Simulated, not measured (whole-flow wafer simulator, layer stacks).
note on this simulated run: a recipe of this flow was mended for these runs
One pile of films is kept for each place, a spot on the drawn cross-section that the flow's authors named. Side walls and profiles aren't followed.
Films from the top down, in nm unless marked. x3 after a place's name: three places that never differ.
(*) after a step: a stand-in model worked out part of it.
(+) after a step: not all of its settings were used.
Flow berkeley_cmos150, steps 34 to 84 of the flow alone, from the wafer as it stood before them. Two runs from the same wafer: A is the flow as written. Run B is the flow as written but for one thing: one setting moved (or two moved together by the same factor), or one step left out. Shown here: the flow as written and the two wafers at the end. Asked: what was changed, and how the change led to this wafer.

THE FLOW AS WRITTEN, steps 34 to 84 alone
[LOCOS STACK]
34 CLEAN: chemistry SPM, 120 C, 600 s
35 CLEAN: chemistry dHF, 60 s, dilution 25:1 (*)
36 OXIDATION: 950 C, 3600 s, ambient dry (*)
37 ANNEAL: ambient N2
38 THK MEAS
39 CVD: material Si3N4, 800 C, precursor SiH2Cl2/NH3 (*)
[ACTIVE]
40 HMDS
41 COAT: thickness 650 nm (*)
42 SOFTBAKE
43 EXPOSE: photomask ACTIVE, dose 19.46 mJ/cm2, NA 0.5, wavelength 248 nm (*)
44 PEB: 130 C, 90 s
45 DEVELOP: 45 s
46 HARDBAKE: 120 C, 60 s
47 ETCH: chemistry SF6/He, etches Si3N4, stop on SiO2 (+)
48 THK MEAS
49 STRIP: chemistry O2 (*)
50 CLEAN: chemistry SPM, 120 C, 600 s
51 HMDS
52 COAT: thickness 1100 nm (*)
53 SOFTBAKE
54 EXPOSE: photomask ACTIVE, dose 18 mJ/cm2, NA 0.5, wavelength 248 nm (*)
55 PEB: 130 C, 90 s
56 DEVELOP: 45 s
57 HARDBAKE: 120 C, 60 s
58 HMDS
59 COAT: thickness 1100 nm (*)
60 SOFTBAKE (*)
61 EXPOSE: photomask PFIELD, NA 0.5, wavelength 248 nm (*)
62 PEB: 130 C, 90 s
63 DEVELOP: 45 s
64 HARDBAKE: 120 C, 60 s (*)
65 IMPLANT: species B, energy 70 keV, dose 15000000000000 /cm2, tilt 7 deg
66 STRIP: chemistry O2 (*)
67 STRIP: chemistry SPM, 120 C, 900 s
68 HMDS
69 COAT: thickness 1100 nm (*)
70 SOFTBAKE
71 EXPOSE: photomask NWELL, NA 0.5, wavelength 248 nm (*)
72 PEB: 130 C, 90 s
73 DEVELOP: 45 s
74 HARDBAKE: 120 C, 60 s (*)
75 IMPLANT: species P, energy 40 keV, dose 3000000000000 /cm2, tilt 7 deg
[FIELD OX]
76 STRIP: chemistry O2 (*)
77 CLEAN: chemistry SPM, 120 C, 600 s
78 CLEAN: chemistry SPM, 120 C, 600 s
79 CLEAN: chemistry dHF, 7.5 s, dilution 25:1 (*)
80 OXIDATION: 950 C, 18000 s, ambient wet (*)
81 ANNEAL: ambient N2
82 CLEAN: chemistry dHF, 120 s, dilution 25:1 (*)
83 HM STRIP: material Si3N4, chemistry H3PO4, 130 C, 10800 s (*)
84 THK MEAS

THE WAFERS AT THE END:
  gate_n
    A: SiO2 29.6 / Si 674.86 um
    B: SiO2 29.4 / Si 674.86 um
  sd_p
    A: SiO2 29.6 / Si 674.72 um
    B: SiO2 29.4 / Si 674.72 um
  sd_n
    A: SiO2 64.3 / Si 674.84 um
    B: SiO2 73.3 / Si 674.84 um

The cause: step 39, CVD: 784 C was run, where the flow has 800 C.

How the change led to this, step by step:
  39 CVD: material Si3N4, 800 C, precursor SiH2Cl2/NH3 (*)
      field, field_p, sd_n, gate_n, sd_p, gate_p, contact, m1: A Si3N4 +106 (new film) | B Si3N4 +88.4 (new film)
  47 ETCH: chemistry SF6/He, etches Si3N4, stop on SiO2 (+)
      sd_n, gate_n, sd_p, gate_p, contact, m1: A KrF-resist -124 | B KrF-resist -104.8
      field, field_p: A Si3N4 -106 (all of it), SiO2 -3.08 | B Si3N4 -88.4 (all of it), SiO2 -3.08
  49 STRIP: chemistry O2 (*)
      sd_n: A KrF-resist -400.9 (all of it) | B KrF-resist -420.1 (all of it)
      gate_n: A KrF-resist -409.3 (all of it) | B KrF-resist -428.5 (all of it)
      (and at 4 more places)
  80 OXIDATION: 950 C, 18000 s, ambient wet (*)
      sd_n: A SiO2 +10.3 (new film), Si3N4 -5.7, SiO2 +34.7, Si -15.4 | B SiO2 +10.3 (new film), Si3N4 -5.7, SiO2 +43.8, Si -19.6
  83 HM STRIP: material Si3N4, chemistry H3PO4, 130 C, 10800 s (*)
      sd_n, gate_n, contact, m1: A Si3N4 -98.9 (all of it), SiO2 -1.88 | B Si3N4 -81.3 (all of it), SiO2 -2.03
      sd_p, gate_p: A Si3N4 -98.7 (all of it), SiO2 -1.88 | B Si3N4 -81 (all of it), SiO2 -2.03
